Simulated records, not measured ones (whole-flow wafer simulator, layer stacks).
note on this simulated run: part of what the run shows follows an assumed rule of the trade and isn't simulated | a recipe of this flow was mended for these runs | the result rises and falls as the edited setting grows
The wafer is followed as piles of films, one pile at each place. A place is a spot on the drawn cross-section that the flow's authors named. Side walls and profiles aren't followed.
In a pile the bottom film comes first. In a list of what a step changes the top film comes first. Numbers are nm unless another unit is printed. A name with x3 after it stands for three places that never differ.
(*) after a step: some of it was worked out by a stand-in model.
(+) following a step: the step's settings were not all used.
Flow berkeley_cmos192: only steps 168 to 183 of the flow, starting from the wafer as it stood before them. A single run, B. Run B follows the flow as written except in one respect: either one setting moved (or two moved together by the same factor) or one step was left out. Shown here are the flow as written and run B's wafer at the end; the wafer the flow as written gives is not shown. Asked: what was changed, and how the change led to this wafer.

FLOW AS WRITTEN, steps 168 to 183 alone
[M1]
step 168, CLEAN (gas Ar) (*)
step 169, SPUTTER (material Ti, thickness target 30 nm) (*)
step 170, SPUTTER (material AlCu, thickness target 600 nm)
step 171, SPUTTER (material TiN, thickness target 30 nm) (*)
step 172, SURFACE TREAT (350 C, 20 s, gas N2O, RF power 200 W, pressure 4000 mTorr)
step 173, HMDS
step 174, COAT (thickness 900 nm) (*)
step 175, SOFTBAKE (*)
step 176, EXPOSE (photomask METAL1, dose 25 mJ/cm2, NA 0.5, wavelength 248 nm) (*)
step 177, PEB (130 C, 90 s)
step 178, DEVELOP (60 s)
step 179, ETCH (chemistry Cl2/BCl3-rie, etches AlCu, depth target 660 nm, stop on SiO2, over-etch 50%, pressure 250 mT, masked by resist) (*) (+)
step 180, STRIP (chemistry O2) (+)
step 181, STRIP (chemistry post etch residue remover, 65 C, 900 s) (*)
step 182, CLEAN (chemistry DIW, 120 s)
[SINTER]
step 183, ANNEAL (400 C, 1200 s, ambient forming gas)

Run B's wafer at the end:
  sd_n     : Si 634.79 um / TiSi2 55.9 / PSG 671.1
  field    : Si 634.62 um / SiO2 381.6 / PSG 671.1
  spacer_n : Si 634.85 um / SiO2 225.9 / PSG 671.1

What caused this: step 179, ETCH: depth target 565 nm was run, though the flow has depth target 660 nm.

Step by step, how the change led to this:
  step 179, ETCH (chemistry Cl2/BCl3-rie, etches AlCu, depth target 660 nm, stop on SiO2, over-etch 50%, pressure 250 mT, masked by resist) (*) (+)
      field, sd_n, spacer_n, gate, spacer_p, gate_p: -30 TiN (all of it), -600 AlCu (all of it), -30 Ti (all of it), -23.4 PSG (in the flow as written it would be: -30 TiN (all of it), -600 AlCu (all of it), -30 Ti (all of it), -41.2 PSG)
      contact, m1: -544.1 KrF-resist (in the flow as written it would be: -495 KrF-resist)
      (as well as at 1 more place)
  step 180, STRIP (chemistry O2) (+)
      contact: -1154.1 KrF-resist (all of it) (in the flow as written it would be: -1203.2 KrF-resist (all of it))
      m1: -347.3 KrF-resist (all of it) (in the flow as written it would be: -396.5 KrF-resist (all of it))
